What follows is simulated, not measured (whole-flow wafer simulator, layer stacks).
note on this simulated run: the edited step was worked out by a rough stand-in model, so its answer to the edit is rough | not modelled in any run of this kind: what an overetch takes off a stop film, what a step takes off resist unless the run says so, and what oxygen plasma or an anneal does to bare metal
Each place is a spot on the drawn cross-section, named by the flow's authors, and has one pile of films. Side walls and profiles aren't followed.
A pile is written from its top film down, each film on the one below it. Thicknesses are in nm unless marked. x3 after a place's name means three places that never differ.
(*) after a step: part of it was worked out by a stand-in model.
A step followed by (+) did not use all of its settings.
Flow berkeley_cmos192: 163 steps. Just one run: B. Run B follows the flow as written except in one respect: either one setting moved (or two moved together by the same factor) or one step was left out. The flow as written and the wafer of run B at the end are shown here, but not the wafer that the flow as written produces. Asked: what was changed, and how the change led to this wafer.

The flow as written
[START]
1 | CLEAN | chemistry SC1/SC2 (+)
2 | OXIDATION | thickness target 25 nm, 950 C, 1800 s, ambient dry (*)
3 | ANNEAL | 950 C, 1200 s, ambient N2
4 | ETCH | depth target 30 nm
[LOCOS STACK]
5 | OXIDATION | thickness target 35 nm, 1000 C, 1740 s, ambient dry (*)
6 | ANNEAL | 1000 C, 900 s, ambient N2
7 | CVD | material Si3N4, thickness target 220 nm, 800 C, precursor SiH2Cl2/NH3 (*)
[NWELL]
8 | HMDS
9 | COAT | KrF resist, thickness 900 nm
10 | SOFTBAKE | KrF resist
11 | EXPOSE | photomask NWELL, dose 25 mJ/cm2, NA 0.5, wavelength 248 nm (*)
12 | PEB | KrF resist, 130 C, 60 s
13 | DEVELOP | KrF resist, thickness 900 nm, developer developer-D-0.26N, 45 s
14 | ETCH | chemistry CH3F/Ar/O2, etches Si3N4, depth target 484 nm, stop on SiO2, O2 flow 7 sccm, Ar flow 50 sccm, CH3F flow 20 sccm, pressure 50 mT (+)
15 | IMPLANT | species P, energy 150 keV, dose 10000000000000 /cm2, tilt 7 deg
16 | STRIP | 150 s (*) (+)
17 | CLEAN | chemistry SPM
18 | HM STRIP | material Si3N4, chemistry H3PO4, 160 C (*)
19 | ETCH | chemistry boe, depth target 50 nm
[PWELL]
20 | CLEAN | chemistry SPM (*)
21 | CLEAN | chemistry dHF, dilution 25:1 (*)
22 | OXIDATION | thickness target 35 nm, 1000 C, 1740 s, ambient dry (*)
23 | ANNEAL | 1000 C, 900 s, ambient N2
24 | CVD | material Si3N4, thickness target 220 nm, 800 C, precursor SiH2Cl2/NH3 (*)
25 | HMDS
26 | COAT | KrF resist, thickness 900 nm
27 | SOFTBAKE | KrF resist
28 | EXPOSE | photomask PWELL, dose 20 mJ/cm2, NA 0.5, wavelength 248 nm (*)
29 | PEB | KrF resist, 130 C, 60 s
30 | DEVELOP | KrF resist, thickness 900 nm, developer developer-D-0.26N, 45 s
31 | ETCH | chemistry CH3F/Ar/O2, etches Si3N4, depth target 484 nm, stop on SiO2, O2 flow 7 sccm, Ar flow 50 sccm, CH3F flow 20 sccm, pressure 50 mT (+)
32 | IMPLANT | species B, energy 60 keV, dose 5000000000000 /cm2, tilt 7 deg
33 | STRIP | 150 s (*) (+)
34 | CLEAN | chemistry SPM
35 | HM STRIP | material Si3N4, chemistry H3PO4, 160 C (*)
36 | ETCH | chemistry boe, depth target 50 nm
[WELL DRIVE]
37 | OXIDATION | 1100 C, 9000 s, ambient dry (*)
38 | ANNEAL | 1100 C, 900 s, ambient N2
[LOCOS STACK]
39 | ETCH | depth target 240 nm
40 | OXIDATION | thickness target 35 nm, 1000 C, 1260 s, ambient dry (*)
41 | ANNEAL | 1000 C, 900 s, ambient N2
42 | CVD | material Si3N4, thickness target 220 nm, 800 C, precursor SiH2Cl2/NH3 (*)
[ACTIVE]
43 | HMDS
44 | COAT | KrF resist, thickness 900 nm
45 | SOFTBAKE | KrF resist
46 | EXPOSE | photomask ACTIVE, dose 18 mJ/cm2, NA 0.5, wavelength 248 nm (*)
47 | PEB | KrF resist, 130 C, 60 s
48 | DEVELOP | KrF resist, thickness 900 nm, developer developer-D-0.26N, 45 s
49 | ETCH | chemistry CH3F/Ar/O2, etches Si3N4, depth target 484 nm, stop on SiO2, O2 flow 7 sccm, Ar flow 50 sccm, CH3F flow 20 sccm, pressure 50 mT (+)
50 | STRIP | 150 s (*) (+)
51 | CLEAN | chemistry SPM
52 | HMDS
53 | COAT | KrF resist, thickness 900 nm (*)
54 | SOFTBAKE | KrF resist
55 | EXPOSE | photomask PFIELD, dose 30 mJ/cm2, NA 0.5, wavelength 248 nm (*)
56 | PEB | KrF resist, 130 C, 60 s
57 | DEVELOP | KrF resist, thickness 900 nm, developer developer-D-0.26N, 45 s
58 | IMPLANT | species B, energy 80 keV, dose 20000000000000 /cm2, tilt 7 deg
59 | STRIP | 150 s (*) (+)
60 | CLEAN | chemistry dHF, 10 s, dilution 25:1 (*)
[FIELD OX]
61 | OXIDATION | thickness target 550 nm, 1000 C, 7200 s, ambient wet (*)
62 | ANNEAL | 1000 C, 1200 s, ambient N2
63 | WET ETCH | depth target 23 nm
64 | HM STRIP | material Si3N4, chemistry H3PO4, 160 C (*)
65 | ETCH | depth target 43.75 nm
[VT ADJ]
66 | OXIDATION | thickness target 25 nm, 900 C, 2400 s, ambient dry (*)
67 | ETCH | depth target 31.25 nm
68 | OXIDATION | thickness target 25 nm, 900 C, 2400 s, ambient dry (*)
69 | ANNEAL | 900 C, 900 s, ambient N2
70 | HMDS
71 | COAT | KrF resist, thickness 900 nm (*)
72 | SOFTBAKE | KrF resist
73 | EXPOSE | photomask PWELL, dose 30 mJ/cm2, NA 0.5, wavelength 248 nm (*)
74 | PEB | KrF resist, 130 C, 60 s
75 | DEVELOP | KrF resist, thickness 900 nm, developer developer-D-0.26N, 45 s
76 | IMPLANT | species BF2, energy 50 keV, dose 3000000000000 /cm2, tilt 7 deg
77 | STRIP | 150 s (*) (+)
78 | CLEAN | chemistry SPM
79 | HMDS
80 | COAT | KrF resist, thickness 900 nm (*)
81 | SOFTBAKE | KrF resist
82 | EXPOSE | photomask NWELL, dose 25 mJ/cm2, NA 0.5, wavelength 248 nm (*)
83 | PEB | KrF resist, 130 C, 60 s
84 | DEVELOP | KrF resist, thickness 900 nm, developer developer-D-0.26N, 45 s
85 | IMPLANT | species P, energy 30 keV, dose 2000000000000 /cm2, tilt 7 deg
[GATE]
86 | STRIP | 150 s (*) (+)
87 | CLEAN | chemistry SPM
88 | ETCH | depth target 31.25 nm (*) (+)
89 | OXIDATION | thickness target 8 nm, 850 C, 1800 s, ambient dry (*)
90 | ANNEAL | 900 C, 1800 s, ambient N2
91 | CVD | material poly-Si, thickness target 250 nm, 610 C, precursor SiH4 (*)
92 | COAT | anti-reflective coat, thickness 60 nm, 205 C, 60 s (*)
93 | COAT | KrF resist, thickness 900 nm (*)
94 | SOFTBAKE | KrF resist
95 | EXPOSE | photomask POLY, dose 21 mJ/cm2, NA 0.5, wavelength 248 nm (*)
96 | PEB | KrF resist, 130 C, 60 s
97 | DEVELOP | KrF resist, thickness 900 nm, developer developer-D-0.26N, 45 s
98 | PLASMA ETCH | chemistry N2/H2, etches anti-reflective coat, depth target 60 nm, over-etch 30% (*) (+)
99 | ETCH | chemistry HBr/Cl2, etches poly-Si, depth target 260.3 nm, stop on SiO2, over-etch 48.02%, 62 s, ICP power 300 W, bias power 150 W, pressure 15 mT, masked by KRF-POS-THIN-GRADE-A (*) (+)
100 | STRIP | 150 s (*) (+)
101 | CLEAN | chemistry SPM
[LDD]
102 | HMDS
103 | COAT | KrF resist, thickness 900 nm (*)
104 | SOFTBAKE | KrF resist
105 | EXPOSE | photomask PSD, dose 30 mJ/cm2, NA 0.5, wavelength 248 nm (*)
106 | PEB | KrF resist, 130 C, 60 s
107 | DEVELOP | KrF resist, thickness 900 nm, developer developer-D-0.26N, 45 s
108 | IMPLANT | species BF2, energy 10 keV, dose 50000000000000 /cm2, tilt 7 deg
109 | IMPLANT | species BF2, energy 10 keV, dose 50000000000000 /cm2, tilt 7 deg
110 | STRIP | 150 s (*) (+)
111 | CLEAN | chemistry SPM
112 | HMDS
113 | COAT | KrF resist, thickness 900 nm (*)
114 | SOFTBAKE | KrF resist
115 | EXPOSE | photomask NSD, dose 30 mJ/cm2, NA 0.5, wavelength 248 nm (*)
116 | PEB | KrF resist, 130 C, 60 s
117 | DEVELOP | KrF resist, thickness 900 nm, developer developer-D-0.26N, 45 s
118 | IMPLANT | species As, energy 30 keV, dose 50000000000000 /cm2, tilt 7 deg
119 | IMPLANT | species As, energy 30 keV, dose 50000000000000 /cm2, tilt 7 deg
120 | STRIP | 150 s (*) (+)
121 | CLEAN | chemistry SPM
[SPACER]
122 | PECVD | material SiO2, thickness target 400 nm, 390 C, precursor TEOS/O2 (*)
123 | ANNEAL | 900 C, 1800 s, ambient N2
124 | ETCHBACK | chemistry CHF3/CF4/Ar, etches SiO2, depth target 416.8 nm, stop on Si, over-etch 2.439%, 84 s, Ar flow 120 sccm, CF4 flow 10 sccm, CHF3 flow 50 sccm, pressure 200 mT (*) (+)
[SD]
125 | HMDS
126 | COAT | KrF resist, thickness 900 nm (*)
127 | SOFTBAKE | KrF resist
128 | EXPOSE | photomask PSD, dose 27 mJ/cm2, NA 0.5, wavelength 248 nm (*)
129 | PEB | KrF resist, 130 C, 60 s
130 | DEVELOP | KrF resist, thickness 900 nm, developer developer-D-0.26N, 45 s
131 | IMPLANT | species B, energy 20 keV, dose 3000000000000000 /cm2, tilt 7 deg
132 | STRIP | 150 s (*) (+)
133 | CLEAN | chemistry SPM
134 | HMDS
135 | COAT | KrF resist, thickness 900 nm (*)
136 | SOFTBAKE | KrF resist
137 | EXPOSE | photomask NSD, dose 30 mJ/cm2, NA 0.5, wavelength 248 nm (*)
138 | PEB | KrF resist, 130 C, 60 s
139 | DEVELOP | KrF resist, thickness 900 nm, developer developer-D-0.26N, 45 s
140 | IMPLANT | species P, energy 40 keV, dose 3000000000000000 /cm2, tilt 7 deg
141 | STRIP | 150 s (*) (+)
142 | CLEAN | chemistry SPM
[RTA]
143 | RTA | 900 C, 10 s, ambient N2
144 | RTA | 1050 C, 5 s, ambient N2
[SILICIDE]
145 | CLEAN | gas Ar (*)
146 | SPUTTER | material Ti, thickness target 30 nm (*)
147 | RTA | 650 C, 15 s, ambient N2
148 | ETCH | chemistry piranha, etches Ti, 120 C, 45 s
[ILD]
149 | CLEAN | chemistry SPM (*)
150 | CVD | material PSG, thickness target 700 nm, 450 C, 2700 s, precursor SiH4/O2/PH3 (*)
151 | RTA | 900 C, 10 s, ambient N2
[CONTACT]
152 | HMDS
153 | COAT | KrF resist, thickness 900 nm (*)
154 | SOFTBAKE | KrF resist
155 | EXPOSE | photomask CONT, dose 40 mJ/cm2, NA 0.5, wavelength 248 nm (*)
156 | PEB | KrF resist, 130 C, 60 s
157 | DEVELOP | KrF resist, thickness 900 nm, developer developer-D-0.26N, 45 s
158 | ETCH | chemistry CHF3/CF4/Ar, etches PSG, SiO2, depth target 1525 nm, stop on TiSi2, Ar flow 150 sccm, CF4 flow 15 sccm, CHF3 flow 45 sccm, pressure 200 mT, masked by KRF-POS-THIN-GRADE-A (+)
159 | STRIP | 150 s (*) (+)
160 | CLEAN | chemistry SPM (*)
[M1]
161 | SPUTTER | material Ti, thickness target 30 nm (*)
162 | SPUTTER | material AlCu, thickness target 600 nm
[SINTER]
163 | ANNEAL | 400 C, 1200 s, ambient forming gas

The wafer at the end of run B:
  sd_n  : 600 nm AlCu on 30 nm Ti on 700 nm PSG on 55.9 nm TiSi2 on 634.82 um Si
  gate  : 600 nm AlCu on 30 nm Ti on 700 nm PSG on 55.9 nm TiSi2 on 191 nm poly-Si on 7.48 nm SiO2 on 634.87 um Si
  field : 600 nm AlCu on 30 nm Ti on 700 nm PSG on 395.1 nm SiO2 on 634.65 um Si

What caused this: step 37, OXIDATION: 5400 s was run, though the flow has 9000 s.

Step by step, how the change led to this:
  37 | OXIDATION | 1100 C, 9000 s, ambient dry (*)
      field, sd_n, spacer_n and 6 more: +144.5 SiO2 (new film), -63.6 Si (it would be, as written: +197.6 SiO2 (new film), -86.9 Si)
  39 | ETCH | depth target 240 nm
      field, sd_n, spacer_n and 6 more: -144.5 SiO2 (all of it) (it would be, as written: -197.6 SiO2 (all of it))
